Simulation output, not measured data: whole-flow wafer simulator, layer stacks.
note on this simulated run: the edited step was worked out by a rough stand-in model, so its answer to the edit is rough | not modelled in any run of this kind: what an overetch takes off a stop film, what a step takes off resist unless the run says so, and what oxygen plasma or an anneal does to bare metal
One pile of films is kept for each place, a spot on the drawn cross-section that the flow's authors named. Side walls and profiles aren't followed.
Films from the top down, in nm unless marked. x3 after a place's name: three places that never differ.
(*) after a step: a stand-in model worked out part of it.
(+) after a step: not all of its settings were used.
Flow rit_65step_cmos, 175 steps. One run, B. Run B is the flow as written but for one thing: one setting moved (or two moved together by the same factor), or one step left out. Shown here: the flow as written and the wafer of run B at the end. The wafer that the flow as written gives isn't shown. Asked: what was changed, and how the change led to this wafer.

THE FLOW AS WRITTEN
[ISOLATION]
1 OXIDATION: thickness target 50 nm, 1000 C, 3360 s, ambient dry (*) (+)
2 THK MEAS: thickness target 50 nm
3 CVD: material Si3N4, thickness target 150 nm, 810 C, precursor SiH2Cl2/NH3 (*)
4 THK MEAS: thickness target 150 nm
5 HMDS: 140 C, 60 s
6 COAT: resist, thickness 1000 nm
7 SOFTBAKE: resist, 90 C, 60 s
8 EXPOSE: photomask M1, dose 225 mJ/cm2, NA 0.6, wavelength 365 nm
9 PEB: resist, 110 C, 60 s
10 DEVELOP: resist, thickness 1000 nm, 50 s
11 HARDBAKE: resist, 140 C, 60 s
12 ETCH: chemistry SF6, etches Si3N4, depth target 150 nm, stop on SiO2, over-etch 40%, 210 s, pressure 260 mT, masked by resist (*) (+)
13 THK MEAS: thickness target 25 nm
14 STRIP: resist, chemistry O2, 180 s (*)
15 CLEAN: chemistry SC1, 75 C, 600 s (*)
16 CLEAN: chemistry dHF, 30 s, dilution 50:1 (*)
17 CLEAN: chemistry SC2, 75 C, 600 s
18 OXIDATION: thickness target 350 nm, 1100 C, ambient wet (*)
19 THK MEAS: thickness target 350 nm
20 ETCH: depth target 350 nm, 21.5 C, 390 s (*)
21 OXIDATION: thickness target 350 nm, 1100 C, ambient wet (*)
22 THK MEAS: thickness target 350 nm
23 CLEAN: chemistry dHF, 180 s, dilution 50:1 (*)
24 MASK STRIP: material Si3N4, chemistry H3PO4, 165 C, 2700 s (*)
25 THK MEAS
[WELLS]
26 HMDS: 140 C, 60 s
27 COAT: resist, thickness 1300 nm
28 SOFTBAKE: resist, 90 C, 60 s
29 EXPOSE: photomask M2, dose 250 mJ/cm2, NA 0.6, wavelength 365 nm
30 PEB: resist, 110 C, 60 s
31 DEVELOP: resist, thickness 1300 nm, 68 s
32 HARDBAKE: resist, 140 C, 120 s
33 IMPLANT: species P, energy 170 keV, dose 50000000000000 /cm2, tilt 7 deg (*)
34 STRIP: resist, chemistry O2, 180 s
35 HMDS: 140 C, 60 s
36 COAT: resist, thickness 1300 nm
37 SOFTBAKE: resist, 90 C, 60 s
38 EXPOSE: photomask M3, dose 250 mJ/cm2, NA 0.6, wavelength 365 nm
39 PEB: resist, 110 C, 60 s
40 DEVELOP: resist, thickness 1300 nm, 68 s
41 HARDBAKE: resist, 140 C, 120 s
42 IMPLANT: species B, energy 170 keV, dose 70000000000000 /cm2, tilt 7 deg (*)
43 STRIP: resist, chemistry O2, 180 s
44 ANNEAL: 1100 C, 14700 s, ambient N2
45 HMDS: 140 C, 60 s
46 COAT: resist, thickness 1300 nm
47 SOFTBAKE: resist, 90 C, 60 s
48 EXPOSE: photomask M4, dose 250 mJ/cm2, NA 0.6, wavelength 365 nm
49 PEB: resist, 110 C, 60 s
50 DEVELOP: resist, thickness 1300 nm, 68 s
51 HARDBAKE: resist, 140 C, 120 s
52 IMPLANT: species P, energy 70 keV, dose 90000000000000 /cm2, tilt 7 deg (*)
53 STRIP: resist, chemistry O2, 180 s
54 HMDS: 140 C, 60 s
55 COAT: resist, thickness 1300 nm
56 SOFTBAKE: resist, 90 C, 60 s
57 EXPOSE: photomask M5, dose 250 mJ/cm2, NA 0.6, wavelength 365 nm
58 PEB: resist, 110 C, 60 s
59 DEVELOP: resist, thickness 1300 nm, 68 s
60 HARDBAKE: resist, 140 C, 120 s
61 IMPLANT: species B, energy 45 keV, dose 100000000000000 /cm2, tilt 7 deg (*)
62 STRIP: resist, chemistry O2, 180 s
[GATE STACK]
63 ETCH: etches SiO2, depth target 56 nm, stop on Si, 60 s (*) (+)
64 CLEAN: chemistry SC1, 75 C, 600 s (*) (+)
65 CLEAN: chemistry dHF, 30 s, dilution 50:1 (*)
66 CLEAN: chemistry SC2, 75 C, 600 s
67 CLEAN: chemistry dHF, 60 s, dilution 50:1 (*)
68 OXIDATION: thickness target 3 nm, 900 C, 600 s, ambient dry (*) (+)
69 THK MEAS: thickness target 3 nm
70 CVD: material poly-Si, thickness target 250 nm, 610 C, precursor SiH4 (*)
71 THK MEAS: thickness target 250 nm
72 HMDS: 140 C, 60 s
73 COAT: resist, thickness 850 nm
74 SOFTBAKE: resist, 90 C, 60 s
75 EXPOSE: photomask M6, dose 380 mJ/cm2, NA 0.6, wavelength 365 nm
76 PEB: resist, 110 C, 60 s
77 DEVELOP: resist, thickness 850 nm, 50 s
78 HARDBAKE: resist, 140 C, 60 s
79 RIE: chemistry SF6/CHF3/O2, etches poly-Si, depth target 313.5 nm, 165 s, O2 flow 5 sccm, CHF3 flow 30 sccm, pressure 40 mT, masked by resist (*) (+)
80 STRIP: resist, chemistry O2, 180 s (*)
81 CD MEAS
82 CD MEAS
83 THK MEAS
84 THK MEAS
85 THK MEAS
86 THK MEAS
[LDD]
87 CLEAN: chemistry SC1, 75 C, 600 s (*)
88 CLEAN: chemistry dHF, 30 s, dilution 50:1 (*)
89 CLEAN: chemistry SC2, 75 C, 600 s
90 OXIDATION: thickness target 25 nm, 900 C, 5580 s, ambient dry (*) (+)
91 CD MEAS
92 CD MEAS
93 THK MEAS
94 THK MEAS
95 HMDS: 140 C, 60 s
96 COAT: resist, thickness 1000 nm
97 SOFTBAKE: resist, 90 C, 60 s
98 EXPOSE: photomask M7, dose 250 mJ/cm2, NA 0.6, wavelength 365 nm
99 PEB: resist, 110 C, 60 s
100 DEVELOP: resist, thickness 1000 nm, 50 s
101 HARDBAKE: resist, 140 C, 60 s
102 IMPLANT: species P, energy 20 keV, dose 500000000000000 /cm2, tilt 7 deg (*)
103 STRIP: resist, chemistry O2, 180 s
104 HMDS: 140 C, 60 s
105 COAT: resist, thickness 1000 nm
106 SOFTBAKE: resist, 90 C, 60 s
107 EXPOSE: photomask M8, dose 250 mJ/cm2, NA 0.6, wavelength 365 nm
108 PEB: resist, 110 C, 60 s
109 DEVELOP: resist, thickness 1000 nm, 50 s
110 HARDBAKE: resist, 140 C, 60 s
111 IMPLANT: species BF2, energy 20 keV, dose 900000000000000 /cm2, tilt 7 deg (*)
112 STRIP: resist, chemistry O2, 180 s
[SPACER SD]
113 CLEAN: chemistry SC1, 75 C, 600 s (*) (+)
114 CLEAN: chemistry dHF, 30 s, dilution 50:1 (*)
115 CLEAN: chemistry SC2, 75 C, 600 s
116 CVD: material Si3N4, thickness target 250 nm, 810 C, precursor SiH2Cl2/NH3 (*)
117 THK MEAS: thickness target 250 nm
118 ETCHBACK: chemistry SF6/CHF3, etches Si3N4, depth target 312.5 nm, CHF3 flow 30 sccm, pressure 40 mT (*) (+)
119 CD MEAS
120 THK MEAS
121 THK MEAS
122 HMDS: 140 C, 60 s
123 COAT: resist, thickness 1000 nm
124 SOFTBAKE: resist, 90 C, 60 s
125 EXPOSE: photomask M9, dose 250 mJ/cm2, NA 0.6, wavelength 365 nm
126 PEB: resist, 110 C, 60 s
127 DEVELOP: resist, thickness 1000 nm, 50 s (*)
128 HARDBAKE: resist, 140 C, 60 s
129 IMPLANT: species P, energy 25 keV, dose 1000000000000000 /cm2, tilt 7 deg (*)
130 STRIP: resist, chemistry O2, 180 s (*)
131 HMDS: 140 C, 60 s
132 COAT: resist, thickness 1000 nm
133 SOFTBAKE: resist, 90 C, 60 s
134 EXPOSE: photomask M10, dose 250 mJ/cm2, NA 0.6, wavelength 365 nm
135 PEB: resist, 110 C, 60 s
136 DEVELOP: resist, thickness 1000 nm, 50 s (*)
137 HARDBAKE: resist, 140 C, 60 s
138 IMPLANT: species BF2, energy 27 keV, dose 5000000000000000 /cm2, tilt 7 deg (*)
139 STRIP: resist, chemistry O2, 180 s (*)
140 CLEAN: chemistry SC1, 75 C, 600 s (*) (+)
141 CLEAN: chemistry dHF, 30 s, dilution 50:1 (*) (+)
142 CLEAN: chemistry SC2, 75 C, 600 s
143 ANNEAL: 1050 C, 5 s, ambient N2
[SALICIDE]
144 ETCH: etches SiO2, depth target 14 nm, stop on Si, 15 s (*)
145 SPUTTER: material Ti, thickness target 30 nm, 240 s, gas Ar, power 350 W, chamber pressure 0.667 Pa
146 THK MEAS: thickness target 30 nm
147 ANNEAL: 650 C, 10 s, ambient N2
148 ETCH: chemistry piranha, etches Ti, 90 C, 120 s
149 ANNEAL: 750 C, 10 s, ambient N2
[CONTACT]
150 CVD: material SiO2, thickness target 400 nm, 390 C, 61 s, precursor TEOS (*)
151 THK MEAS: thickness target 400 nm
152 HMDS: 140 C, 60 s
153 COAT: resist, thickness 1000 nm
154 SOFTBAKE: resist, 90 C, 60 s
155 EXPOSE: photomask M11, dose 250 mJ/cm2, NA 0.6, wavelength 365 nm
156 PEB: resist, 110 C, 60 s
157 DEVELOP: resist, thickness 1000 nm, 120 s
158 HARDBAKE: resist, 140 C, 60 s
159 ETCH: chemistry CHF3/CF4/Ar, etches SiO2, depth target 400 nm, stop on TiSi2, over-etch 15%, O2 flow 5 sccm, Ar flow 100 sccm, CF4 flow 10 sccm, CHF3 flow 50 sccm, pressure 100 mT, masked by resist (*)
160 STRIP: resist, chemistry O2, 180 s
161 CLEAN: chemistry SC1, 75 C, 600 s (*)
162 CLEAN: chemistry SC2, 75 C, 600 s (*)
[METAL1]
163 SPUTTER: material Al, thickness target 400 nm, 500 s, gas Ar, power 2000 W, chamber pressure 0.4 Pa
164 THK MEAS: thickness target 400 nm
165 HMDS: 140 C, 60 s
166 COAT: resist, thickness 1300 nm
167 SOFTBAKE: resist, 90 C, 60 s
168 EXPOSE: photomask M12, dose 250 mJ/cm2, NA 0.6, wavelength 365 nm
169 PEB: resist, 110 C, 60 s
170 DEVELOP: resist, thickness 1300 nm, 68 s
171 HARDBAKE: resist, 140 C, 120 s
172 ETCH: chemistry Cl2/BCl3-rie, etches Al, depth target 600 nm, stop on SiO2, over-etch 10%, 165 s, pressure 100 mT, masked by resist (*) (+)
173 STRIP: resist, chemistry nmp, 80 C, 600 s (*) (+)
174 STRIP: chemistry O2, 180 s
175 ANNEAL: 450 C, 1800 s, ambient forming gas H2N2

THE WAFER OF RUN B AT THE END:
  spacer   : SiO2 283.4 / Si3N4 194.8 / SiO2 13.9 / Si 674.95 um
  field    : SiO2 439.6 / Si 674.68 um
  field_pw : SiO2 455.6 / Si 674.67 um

The cause: step 150, CVD: thickness target 320 nm was run, where the flow has thickness target 400 nm.

How the change led to this, step by step:
  150 CVD: material SiO2, thickness target 400 nm, 390 C, 61 s, precursor TEOS (*)
      field, field_pw, field_nw, field_p: SiO2 +320 (as written it would be: SiO2 +400)
      spacer, spacer_p: SiO2 +320 (new film) (as written it would be: SiO2 +400 (new film))
      (and at 2 more places)
  159 ETCH: chemistry CHF3/CF4/Ar, etches SiO2, depth target 400 nm, stop on TiSi2, over-etch 15%, O2 flow 5 sccm, Ar flow 100 sccm, CF4 flow 10 sccm, CHF3 flow 50 sccm, pressure 100 mT, masked by resist (*)
      field, field_pw, field_nw, field_p, gate_n, gate_p, spacer, spacer_p: resist -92 (as written it would be: resist -115)
  160 STRIP: resist, chemistry O2, 180 s
      field: resist -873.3 (all of it) (as written it would be: resist -851 (all of it))
      field_pw: resist -842.6 (all of it) (as written it would be: resist -820.1 (all of it))
      (and at 6 more places)
